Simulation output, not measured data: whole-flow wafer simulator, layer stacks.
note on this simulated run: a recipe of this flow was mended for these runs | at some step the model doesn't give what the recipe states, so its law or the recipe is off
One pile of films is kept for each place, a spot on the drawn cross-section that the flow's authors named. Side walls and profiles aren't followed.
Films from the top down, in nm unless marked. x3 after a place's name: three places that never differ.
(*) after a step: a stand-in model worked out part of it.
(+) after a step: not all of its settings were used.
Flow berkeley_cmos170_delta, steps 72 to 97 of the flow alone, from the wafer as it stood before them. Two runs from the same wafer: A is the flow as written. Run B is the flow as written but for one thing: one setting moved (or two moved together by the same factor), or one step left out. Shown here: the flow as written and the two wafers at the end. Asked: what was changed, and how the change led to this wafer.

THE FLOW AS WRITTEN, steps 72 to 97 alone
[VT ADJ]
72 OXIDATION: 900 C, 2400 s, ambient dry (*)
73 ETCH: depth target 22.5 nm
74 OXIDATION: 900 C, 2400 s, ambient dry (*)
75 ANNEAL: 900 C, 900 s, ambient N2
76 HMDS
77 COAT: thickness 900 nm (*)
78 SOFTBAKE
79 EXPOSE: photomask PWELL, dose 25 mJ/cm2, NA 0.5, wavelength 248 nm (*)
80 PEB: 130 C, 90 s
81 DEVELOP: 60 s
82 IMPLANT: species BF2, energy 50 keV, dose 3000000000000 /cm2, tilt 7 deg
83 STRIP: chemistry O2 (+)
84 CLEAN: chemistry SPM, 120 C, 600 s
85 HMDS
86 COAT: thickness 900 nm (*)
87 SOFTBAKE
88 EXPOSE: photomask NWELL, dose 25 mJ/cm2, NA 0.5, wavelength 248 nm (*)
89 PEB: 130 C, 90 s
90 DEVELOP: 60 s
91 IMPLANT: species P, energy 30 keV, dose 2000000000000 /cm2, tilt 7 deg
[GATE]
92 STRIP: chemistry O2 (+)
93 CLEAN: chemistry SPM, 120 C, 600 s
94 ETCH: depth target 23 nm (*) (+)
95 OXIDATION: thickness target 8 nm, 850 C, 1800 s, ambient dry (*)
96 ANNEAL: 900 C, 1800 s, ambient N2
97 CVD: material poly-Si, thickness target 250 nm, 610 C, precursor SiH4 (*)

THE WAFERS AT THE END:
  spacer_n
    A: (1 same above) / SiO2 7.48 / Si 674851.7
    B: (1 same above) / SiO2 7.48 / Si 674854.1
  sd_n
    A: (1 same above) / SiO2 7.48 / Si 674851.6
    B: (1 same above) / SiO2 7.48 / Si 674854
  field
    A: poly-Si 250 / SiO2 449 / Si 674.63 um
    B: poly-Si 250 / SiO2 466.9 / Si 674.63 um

The cause: step 73, ETCH: depth target 4.5 nm was run, where the flow has depth target 22.5 nm.

How the change led to this, step by step:
  73 ETCH: depth target 22.5 nm
      sd_n, spacer_n, gate, sd_p, spacer_p, gate_p, contact, m1: A SiO2 -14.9 (all of it) | B SiO2 -4.5
      field: A SiO2 -22.5 | B SiO2 -4.5
  74 OXIDATION: 900 C, 2400 s, ambient dry (*)
      sd_n, spacer_n, gate, sd_p, spacer_p, gate_p, contact, m1: A SiO2 +14.9 (new film), Si -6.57 | B SiO2 +9.4, Si -4.13
  94 ETCH: depth target 23 nm (*) (+)
      sd_n, spacer_n, gate, sd_p, spacer_p, gate_p, contact, m1: A SiO2 -14.9 (all of it) | B SiO2 -19.8 (all of it)
